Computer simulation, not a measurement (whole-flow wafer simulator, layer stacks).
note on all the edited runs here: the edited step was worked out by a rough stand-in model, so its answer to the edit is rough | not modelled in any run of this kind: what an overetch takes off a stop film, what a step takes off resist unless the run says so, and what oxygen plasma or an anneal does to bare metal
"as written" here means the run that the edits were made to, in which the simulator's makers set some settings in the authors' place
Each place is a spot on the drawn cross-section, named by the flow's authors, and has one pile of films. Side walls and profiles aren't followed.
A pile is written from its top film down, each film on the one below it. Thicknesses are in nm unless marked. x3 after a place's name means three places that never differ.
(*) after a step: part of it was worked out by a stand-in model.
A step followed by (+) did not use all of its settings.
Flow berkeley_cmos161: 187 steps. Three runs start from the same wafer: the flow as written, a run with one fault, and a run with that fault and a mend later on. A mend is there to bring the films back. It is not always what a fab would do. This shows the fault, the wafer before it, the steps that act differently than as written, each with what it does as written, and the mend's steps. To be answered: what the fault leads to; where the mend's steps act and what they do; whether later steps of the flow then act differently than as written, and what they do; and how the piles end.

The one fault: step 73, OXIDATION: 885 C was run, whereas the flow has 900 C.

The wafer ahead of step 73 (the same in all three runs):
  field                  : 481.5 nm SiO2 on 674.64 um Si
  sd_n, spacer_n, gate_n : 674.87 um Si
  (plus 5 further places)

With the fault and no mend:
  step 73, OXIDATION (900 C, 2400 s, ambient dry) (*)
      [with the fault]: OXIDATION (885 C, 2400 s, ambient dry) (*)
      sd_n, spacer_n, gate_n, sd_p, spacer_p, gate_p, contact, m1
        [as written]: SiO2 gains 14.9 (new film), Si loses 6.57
        [with the fault]: SiO2 gains 12.9 (new film), Si loses 5.66
  Later steps of the flow acting differently than as written (not shown: 48 more steps that differ only slightly, by at most 2% or 0.5 nm, whichever is larger):
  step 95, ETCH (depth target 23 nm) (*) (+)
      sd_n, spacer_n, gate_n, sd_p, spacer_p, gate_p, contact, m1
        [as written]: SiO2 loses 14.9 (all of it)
        [with the fault]: SiO2 loses 12.9 (all of it)
  The piles end only slightly different from the flow's at the places that both follow, by no more than 2% or 0.5 nm, whichever is larger.

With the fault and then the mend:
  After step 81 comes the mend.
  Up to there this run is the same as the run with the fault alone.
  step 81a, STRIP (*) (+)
      sd_p
        KrF resist loses 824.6 (all of it)
      spacer_p
        KrF resist loses 806.8 (all of it)
      gate_p
        KrF resist loses 805.7 (all of it)
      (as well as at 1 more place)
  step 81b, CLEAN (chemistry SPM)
      does not change any film at any place that is followed
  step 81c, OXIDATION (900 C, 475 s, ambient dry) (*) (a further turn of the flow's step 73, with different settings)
      sd_n, spacer_n, gate_n, sd_p, spacer_p, gate_p, contact, m1
        SiO2 gains 2.01, Si loses 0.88
      field
        SiO2 gains 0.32, Si loses 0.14
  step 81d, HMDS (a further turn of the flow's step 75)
      does not change any film at any place that is followed
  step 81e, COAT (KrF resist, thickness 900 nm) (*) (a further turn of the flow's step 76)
      field
        KrF resist gains 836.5 (new film)
      sd_n
        KrF resist gains 1024.5 (new film)
      spacer_n
        KrF resist gains 984.7 (new film)
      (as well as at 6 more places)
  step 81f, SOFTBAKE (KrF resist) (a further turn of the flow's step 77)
      does not change any film at any place that is followed
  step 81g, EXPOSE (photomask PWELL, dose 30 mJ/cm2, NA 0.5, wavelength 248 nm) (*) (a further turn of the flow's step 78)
      does not change any film at any place that is followed
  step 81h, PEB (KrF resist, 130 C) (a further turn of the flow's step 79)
      sd_n, m1
        KrF resist loses 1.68
      spacer_n, gate_n
        KrF resist loses 1.61
      spacer_p, gate_p
        KrF resist loses 1.6
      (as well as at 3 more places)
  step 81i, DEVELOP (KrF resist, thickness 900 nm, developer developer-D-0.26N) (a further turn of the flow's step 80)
      sd_p, spacer_p, gate_p, m1
        KrF resist loses 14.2
      field
        KrF resist loses 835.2 (all of it)
      sd_n
        KrF resist loses 1022.8 (all of it)
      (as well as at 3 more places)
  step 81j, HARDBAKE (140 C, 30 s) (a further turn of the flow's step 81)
      sd_p
        KrF resist loses 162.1
      spacer_p
        KrF resist loses 158.7
      gate_p
        KrF resist loses 158.5
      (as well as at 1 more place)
  Later steps of the flow that are run all act as written at every place that is followed, up to a difference of at most 2% or 0.5 nm, whichever is larger.
  The piles end the same as the flow's at every place that both follow.
